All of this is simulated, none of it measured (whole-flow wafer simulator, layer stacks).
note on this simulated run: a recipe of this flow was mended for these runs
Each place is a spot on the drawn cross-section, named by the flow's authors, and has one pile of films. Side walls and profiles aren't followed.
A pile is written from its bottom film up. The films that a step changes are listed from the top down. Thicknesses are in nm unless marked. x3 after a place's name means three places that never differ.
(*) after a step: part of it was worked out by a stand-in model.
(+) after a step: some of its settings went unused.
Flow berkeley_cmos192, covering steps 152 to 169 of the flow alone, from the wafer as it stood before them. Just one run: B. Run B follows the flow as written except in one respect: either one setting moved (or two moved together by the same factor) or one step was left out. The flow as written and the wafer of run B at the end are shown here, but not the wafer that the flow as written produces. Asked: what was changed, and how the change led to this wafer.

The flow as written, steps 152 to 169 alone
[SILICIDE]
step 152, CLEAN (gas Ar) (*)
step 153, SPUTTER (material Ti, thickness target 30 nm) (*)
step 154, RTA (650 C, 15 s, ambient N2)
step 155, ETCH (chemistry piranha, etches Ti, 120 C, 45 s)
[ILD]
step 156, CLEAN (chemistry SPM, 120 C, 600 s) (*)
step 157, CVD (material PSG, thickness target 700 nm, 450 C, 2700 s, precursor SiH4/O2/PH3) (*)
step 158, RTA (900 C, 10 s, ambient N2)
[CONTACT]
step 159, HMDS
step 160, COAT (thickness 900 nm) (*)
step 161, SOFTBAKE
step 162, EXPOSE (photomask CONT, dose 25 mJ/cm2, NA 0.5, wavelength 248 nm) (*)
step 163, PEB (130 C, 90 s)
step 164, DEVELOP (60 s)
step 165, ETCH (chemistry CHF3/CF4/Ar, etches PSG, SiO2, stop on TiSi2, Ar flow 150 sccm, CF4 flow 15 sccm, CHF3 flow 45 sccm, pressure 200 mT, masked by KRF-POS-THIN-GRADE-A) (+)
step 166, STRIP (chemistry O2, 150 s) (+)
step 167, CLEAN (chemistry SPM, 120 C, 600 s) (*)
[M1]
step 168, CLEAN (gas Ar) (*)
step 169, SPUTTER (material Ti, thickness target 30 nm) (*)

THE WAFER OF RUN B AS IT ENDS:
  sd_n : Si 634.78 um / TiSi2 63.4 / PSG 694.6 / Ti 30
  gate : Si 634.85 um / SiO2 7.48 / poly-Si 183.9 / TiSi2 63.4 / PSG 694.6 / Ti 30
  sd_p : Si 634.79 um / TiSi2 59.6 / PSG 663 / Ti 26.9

Cause: step 153, SPUTTER: thickness target 34 nm was run, though the flow has thickness target 30 nm.

How this came from the change, step by step:
  step 153, SPUTTER (material Ti, thickness target 30 nm) (*)
      field, sd_n, spacer_n, gate, spacer_p, gate_p, contact, m1: Ti gains 34 (new film) (as written it would have been: Ti gains 30 (new film))
      sd_p: Ti gains 32 (new film) (as written it would have been: Ti gains 28.2 (new film))
  step 154, RTA (650 C, 15 s, ambient N2)
      sd_n, contact, m1: Ti loses 26.5, TiSi first gains 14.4 (new film), TiSi2 C49 gains 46 (new film), Si loses 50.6 (as written it would have been: Ti loses 23.4, TiSi first gains 6.2 (new film), TiSi2 C49 gains 50.3 (new film), Si loses 49)
      gate, gate_p: Ti loses 26.5, TiSi first gains 14.4 (new film), TiSi2 C49 gains 46 (new film), poly-Si loses 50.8 (as written it would have been: Ti loses 23.4, TiSi first gains 6.2 (new film), TiSi2 C49 gains 50.3 (new film), poly-Si loses 49.2)
      (and at 1 other place as well)
  step 155, ETCH (chemistry piranha, etches Ti, 120 C, 45 s)
      sd_n, gate, gate_p, contact, m1: Ti loses 7.48 (all of it), TiSi first loses 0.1 (as written it would have been: Ti loses 6.6 (all of it), TiSi first loses 0.1)
      field, spacer_n, spacer_p: Ti loses 34 (all of it) (as written it would have been: Ti loses 30 (all of it))
      (and at 1 other place as well)
  step 158, RTA (900 C, 10 s, ambient N2)
      sd_n, contact, m1: under 1 film: TiSi2 gains 63.4 (new film), TiSi first loses 14.3 (all of it), TiSi2 C49 loses 46 (all of it), Si loses 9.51 (as written it would have been: under 1 film: TiSi2 gains 55.9 (new film), TiSi first loses 6.09 (all of it), TiSi2 C49 loses 50.3 (all of it), Si loses 4.05)
      gate, gate_p: under 1 film: TiSi2 gains 63.4 (new film), TiSi first loses 14.3 (all of it), TiSi2 C49 loses 46 (all of it), poly-Si loses 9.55 (as written it would have been: under 1 film: TiSi2 gains 55.9 (new film), TiSi first loses 6.09 (all of it), TiSi2 C49 loses 50.3 (all of it), poly-Si loses 4.06)
      (and at 1 other place as well)
